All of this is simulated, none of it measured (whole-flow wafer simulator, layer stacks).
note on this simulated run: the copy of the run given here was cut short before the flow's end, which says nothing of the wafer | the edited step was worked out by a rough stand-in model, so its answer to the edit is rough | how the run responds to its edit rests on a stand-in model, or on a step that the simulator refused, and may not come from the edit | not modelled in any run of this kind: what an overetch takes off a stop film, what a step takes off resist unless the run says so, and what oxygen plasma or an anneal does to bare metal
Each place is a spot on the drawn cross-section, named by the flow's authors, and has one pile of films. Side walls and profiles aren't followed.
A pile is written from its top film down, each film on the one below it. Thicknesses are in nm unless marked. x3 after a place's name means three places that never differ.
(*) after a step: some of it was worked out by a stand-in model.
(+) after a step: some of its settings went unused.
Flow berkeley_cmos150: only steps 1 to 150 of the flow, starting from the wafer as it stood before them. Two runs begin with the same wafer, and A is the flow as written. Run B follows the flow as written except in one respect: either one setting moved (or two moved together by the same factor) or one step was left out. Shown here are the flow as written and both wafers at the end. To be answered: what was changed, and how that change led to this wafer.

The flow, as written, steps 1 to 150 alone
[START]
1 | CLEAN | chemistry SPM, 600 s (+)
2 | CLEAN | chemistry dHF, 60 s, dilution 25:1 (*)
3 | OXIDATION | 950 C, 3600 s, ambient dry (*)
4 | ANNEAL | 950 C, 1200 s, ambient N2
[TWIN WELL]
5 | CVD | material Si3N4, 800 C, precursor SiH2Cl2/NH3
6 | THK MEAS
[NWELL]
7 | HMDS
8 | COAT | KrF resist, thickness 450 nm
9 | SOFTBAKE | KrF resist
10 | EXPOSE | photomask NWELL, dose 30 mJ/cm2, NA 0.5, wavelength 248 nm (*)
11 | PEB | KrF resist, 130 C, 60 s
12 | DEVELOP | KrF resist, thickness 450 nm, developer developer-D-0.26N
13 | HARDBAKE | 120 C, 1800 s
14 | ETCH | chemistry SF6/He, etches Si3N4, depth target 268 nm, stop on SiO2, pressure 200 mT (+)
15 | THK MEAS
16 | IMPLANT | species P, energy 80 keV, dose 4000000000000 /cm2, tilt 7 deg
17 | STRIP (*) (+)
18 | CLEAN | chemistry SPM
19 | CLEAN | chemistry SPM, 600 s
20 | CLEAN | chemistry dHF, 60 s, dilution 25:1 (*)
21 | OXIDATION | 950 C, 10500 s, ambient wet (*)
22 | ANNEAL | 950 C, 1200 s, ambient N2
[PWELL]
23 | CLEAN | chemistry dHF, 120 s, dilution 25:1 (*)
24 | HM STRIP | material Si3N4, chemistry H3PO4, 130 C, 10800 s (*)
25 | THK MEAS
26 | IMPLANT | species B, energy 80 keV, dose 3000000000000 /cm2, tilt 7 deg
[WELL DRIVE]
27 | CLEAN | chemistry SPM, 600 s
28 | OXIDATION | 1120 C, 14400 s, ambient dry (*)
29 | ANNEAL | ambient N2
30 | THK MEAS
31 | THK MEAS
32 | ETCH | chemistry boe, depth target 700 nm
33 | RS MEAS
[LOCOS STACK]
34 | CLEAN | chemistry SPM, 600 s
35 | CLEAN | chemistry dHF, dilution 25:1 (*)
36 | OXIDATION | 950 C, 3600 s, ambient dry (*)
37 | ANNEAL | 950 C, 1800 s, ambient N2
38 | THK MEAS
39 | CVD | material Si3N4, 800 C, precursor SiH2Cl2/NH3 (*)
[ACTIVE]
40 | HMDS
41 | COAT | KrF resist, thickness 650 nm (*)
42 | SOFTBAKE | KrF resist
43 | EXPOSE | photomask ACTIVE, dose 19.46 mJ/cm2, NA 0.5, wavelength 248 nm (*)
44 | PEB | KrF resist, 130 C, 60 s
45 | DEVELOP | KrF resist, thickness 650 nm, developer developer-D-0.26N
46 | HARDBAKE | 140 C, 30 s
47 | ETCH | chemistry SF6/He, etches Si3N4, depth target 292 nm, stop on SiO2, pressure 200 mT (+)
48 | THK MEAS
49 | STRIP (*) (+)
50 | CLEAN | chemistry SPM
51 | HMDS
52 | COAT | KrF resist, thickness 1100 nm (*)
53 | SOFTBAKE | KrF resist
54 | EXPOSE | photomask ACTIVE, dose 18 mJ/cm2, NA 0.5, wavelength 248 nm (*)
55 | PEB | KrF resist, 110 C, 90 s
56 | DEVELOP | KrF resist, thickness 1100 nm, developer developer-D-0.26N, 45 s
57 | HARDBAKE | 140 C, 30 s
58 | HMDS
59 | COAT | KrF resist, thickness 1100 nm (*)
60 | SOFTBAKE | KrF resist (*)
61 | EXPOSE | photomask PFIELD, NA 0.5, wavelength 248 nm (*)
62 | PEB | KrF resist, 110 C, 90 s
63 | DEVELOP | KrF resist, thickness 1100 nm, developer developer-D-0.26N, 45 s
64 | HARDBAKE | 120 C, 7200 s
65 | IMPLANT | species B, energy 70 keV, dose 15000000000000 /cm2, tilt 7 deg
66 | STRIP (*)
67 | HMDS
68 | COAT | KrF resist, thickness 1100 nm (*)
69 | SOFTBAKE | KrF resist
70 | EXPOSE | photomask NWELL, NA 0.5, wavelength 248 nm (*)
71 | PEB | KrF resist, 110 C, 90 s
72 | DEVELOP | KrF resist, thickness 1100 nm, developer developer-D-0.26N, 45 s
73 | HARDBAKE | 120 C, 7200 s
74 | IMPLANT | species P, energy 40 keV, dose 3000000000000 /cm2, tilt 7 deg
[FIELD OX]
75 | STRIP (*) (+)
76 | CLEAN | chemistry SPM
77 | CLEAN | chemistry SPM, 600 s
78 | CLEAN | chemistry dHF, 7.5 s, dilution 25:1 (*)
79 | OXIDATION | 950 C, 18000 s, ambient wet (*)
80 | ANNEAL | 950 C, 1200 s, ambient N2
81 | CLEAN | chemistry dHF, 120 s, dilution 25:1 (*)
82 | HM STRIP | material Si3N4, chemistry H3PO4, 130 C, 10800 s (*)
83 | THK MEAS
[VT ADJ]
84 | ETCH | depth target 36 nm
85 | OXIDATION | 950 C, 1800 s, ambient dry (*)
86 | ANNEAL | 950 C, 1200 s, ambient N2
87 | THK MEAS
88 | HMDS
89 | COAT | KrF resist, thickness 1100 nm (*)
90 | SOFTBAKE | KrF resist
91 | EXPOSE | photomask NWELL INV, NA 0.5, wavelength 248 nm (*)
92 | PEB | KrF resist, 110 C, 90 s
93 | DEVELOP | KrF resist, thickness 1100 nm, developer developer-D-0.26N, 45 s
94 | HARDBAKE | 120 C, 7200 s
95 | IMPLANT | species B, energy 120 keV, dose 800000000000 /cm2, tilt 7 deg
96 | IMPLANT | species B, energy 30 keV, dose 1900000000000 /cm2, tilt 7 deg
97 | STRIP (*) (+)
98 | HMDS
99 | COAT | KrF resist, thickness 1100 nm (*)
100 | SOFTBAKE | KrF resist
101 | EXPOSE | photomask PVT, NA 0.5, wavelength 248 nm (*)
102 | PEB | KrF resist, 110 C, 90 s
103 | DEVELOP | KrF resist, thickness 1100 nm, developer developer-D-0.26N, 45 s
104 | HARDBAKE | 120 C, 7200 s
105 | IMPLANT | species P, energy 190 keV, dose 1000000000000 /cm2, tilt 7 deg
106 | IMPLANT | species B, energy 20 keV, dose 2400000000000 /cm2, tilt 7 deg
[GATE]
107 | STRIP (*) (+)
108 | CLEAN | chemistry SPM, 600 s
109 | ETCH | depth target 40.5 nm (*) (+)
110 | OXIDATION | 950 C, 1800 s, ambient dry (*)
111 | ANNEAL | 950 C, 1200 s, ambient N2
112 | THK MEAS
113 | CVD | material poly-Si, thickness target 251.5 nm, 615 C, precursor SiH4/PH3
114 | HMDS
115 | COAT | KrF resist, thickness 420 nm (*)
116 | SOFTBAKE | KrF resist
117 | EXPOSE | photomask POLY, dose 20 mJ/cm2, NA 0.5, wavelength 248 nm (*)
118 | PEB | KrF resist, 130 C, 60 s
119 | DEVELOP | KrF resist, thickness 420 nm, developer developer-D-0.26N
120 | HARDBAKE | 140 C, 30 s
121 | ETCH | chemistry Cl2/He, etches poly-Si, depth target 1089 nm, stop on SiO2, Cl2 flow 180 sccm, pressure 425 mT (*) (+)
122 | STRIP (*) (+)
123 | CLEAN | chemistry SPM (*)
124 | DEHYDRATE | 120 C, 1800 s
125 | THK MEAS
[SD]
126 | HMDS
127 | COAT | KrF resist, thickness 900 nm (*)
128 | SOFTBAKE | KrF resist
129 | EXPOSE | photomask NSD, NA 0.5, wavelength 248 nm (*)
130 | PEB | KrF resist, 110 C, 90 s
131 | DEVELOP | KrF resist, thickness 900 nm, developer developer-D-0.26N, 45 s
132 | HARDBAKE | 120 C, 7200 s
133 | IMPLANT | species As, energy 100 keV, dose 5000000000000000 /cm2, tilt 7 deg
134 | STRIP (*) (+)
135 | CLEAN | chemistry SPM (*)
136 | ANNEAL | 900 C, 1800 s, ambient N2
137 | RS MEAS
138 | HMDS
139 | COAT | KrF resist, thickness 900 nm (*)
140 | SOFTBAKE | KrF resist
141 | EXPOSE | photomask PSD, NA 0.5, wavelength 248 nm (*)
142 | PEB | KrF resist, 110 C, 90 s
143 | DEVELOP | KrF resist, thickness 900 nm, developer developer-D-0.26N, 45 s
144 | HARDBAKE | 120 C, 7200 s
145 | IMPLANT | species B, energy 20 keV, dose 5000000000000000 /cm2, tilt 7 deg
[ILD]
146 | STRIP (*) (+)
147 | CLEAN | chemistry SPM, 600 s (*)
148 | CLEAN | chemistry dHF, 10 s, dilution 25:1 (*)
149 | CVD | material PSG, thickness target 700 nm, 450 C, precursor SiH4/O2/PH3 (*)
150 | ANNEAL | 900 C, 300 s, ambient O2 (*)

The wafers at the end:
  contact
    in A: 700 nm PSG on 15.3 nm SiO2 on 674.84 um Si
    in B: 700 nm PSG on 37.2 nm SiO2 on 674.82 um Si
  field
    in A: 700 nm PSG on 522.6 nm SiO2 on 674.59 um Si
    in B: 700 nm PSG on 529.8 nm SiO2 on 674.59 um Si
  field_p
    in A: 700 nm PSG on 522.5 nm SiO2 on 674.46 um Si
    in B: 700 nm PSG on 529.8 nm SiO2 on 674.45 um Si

What caused this: step 85, OXIDATION: 1092 C was run, while the flow as written has 950 C.

Step by step, how the change led to this:
  85 | OXIDATION | 950 C, 1800 s, ambient dry (*)
      gate_n, sd_p, gate_p, contact, m1: A +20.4 SiO2 (new film), -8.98 Si | B +69.7 SiO2 (new film), -30.7 Si
      field, field_p: A +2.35 SiO2, -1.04 Si | B +9.6 SiO2, -4.22 Si
      (as well as at 1 more place)
  109 | ETCH | depth target 40.5 nm (*) (+)
      gate_n, sd_p, gate_p, contact, m1: A -20.4 SiO2 (all of it) | B -40.5 SiO2
      sd_n: A -40.4 SiO2 (all of it) | B -40.5 SiO2
  110 | OXIDATION | 950 C, 1800 s, ambient dry (*)
      gate_n, sd_p, gate_p, contact, m1: A +20.4 SiO2 (new film), -8.98 Si | B +13.1 SiO2, -5.76 Si
      sd_n: A +20.4 SiO2 (new film), -8.98 Si | B +11.8 SiO2, -5.2 Si
  115 | COAT | KrF resist, thickness 420 nm (*)
      sd_n: A +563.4 KrF resist (new film) | B +546.5 KrF resist (new film)
  119 | DEVELOP | KrF resist, thickness 420 nm, developer developer-D-0.26N
      sd_n: A -562.5 KrF resist (all of it) | B -545.7 KrF resist (all of it)
  122 | STRIP (*) (+)
      gate_n: A +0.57 chemical SiO2 (new film), -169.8 KrF resist (all of it), -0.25 poly-Si | B +0.57 chemical SiO2 (new film), -174 KrF resist (all of it), -0.25 poly-Si
